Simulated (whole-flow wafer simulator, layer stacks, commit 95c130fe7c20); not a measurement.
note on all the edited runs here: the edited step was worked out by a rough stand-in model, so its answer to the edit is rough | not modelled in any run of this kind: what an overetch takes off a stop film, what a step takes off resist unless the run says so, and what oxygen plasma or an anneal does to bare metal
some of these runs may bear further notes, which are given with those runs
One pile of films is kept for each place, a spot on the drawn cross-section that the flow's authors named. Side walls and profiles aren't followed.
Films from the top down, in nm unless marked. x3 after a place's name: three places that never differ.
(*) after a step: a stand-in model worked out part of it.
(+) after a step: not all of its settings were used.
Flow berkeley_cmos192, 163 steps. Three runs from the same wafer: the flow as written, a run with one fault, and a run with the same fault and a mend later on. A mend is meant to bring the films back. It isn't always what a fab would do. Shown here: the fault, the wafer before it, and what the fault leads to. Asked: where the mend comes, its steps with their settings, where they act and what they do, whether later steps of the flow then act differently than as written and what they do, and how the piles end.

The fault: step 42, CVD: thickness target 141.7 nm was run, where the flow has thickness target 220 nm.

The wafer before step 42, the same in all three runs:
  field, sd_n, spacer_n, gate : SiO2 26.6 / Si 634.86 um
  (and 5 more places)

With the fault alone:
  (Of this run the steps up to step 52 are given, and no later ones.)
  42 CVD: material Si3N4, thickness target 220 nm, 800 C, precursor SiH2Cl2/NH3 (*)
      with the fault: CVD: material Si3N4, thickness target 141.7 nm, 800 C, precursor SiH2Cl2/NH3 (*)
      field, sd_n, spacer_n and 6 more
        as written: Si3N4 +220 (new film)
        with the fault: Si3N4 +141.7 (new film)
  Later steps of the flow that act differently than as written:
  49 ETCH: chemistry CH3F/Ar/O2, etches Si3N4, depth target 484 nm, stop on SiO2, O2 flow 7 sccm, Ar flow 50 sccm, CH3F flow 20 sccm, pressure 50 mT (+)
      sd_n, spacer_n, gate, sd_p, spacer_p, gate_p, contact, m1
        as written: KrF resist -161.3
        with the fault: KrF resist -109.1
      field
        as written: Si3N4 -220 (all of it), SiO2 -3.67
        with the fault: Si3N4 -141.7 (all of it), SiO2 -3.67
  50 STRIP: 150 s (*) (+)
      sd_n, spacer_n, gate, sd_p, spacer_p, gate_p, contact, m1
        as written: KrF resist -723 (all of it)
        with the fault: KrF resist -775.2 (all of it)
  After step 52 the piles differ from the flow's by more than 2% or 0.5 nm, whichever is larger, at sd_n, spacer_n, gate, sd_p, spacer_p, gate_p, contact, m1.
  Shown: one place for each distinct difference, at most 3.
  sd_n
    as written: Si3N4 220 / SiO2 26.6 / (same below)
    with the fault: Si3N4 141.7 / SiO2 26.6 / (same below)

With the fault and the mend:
  The mend comes after step 42.
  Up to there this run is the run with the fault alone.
  42a CVD: material Si3N4, thickness target 78.32 nm, 800 C, precursor SiH2Cl2/NH3 (*) (the flow's step 42 once more, with other settings)
      field, sd_n, spacer_n and 6 more
        Si3N4 +78.3
  No later step of the flow acts differently than as written, at any place that is followed, by more than 2% or 0.5 nm, whichever is larger.
  At the end the piles are the same as the flow's at every place that both follow.
